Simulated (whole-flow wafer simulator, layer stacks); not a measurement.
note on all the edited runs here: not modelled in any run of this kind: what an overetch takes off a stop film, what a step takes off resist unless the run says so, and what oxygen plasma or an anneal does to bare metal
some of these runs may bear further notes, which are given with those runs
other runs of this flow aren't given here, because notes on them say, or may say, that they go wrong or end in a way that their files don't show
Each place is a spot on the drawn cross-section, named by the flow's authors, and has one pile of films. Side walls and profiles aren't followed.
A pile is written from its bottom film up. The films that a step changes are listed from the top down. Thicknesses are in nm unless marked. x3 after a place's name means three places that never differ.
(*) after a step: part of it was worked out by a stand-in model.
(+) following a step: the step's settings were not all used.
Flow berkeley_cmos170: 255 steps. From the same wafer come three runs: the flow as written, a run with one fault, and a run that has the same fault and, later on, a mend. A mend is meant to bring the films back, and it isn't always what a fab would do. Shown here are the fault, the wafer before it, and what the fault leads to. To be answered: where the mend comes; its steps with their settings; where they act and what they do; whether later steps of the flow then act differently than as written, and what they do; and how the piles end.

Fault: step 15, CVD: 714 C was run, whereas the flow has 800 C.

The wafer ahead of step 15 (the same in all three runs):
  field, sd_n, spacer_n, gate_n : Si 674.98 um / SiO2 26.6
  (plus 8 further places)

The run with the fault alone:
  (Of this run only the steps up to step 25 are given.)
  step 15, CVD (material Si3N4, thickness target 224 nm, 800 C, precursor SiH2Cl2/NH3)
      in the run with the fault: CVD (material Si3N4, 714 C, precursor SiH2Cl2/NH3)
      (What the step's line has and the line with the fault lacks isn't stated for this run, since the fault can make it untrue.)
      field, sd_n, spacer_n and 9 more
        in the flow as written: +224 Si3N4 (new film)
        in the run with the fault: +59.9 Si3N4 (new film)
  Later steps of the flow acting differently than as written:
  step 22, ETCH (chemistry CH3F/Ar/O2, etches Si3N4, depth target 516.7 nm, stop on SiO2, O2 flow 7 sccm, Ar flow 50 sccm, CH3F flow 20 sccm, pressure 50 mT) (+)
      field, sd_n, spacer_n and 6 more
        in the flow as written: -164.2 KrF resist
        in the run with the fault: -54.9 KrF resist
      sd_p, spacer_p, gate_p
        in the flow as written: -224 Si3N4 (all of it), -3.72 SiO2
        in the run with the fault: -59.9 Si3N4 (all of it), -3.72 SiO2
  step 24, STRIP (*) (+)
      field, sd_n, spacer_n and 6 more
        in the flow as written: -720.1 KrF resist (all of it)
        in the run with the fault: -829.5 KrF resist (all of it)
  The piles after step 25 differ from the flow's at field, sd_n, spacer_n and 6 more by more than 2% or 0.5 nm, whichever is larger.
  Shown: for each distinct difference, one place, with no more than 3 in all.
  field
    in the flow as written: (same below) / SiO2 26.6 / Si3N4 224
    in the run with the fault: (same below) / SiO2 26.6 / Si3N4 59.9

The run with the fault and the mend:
  The mend stands after step 21.
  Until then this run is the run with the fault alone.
  step 21a, STRIP (*) (+)
      field, sd_n, spacer_n and 6 more
        -884.4 KrF resist (all of it)
  step 21b, CLEAN (chemistry SPM)
      leaves every film unchanged at each place that is followed
  step 21c, CVD (material Si3N4, thickness target 164 nm, 800 C, precursor SiH2Cl2/NH3) (the flow's step 15 again, with other settings)
      field, sd_n, spacer_n and 9 more
        +164 Si3N4
  step 21d, HMDS (the flow's step 16 again)
      leaves every film unchanged at each place that is followed
  step 21e, COAT (KrF resist, thickness 900 nm) (the flow's step 17 again)
      field, sd_n, spacer_n and 9 more
        +900 KrF resist (new film)
  step 21f, SOFTBAKE (KrF resist) (the flow's step 18 again)
      leaves every film unchanged at each place that is followed
  step 21g, EXPOSE (photomask NWELL, dose 25 mJ/cm2, NA 0.5, wavelength 248 nm) (*) (the flow's step 19 again)
      leaves every film unchanged at each place that is followed
  step 21h, PEB (KrF resist, 130 C) (the flow's step 20 again)
      field, sd_n, spacer_n and 9 more
        -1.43 KrF resist
  step 21i, DEVELOP (KrF resist, thickness 900 nm, developer developer-D-0.26N) (the flow's step 21 again)
      field, sd_n, spacer_n and 6 more
        -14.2 KrF resist
      sd_p, spacer_p, gate_p
        -898.6 KrF resist (all of it)
  Later steps of the flow that are run all act as written at every place that is followed, up to a difference of at most 2% or 0.5 nm, whichever is larger.
  By the end, the piles equal the flow's at every place that both follow.
